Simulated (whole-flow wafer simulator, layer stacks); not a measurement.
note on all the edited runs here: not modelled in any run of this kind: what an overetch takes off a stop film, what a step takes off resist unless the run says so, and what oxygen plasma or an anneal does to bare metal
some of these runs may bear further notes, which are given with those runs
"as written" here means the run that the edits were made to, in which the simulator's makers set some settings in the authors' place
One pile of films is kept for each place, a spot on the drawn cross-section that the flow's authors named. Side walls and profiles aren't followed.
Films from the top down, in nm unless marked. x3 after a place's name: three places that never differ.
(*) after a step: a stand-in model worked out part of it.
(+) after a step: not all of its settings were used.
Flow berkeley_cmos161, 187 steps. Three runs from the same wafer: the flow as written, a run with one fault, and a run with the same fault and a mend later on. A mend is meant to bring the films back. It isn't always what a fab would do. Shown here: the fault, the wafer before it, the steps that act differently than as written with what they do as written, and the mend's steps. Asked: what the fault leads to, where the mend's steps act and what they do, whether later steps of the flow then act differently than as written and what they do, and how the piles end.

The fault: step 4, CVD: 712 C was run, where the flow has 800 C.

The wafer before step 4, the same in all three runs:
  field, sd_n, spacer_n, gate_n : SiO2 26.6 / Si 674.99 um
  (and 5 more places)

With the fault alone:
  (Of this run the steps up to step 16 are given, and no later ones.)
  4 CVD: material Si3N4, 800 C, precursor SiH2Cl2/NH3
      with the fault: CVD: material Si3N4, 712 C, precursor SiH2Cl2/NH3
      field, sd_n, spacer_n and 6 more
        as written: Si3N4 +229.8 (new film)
        with the fault: Si3N4 +59.1 (new film)
  Later steps of the flow that act differently than as written (1 more step differs only slightly, by at most 2% or 0.5 nm, whichever is larger, and isn't shown):
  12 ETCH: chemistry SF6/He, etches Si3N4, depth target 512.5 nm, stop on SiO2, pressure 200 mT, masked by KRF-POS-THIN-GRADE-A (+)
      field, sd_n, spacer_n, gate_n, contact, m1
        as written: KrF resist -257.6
        with the fault: KrF resist -72.1
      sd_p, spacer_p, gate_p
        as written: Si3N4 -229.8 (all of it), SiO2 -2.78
        with the fault: Si3N4 -59.1 (all of it), SiO2 -2.78
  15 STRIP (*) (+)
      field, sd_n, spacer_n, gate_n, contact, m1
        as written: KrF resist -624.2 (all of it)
        with the fault: KrF resist -809.5 (all of it)
  After step 16 the piles differ from the flow's by more than 2% or 0.5 nm, whichever is larger, at field, sd_n, spacer_n, gate_n, contact, m1.
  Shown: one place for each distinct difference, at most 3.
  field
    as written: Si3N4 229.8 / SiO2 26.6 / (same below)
    with the fault: Si3N4 59.1 / SiO2 26.6 / (same below)

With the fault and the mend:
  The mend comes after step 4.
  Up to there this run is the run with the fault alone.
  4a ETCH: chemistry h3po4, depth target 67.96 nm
      field, sd_n, spacer_n and 6 more
        Si3N4 -59.1 (all of it)
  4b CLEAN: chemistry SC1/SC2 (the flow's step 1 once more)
      changes no film at any place that is followed
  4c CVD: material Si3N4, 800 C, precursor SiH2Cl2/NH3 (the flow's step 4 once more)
      field, sd_n, spacer_n and 6 more
        Si3N4 +229.8 (new film)
  No later step of the flow acts differently than as written at any place that is followed.
  At the end the piles are the same as the flow's at every place that both follow.
